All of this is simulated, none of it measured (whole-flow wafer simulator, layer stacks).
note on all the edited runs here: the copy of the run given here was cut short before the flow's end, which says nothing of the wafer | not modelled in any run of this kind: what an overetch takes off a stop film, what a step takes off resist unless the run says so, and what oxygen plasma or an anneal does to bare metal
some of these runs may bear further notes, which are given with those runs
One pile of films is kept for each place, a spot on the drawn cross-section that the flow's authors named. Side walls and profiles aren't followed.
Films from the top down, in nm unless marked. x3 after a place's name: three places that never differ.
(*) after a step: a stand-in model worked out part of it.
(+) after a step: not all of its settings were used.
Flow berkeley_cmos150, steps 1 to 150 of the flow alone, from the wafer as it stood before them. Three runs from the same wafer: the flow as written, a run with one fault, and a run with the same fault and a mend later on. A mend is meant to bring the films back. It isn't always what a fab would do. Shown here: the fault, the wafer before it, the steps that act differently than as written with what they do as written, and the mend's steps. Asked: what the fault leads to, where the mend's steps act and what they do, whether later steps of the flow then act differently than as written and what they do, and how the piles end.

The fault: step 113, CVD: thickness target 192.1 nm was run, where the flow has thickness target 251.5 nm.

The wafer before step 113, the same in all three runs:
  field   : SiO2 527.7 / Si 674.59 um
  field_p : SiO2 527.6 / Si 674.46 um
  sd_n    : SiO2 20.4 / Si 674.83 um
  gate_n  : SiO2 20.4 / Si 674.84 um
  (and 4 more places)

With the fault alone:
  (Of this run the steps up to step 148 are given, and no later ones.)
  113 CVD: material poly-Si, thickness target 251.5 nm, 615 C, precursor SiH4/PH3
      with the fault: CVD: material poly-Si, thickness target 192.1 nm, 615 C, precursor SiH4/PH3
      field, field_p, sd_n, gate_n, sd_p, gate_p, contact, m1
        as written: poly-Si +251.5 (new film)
        with the fault: poly-Si +192.1 (new film)
  Later steps of the flow that act differently than as written (7 more steps differ only slightly, by at most 2% or 0.5 nm, whichever is larger, and aren't shown):
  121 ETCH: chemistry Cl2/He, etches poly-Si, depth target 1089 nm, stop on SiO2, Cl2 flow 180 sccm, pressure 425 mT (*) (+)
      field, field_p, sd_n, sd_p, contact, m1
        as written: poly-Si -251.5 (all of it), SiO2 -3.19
        with the fault: poly-Si -192.1 (all of it), SiO2 -3.19
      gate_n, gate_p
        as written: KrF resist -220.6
        with the fault: KrF resist -178.2
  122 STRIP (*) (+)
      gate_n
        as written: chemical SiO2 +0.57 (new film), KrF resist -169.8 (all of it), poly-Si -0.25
        with the fault: chemical SiO2 +0.6 (new film), KrF resist -210.7 (all of it), poly-Si -0.26
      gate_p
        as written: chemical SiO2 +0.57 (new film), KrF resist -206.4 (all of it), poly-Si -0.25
        with the fault: chemical SiO2 +0.6 (new film), KrF resist -247.1 (all of it), poly-Si -0.26
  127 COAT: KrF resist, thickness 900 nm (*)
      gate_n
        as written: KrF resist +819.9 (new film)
        with the fault: KrF resist +860.6 (new film)
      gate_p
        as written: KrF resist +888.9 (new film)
        with the fault: KrF resist +930.4 (new film)
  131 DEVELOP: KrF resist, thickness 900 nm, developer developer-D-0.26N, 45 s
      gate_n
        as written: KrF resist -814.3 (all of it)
        with the fault: KrF resist -854.7 (all of it)
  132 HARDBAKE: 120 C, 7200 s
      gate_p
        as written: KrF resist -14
        with the fault: KrF resist -14.6
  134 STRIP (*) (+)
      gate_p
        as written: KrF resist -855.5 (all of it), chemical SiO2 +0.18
        with the fault: KrF resist -896 (all of it), chemical SiO2 +0.18
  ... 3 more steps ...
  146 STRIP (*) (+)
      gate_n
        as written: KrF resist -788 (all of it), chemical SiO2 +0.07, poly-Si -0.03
        with the fault: KrF resist -827.8 (all of it), chemical SiO2 +0.07, poly-Si -0.03
  After step 148 the piles differ from the flow's by more than 2% or 0.5 nm, whichever is larger, at gate_n, gate_p.
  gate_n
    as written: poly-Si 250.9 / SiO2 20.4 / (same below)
    with the fault: poly-Si 191.5 / SiO2 20.4 / (same below)
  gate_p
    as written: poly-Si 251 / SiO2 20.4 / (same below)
    with the fault: poly-Si 191.6 / SiO2 20.4 / (same below)

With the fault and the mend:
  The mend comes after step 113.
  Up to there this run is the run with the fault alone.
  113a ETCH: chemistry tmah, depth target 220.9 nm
      field, field_p, sd_n, gate_n, sd_p, gate_p, contact, m1
        poly-Si -192.1 (all of it)
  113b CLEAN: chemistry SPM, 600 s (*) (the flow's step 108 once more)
      changes no film at any place that is followed
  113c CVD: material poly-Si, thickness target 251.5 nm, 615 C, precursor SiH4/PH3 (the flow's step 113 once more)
      field, field_p, sd_n, gate_n, sd_p, gate_p, contact, m1
        poly-Si +251.5 (new film)
  No later step of the flow acts differently than as written at any place that is followed.
  At the end the piles are the same as the flow's at every place that both follow.
